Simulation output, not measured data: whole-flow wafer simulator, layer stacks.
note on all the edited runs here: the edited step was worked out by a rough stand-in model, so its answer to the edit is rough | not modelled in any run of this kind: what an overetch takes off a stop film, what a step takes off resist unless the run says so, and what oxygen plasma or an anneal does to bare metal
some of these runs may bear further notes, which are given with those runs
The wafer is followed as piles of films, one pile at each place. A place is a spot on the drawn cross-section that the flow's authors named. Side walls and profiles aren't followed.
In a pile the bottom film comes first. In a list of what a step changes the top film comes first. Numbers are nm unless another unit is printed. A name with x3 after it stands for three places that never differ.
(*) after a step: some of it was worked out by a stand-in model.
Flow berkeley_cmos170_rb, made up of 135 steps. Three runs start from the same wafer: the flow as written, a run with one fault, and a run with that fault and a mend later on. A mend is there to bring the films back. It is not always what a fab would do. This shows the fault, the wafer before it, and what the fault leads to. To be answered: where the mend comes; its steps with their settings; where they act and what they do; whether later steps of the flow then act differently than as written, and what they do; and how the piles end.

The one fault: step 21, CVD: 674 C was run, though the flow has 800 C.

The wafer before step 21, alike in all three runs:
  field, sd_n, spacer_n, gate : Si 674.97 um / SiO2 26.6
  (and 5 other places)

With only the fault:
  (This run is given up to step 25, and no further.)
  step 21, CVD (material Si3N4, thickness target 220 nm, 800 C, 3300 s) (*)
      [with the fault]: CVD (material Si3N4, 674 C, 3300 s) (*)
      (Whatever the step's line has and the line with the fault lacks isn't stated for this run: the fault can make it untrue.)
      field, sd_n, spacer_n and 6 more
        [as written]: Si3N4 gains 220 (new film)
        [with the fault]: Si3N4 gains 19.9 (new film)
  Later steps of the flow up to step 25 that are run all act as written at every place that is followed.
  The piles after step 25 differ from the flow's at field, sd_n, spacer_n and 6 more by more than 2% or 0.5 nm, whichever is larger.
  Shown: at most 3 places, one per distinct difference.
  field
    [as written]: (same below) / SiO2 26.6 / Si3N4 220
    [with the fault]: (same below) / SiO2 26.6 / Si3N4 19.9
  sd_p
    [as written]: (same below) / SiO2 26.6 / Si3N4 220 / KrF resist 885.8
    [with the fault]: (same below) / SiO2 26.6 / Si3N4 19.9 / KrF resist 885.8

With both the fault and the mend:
  The mend follows step 21.
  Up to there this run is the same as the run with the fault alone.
  step 21a, CVD (material Si3N4, thickness target 200.1 nm, 800 C, 3001 s) (*) (a further turn of the flow's step 21, with different settings)
      field, sd_n, spacer_n and 6 more
        Si3N4 gains 200.1
  Later steps of the flow that are run all act as written at every place that is followed.
  At every place that both follow, the piles at the end match the flow's.
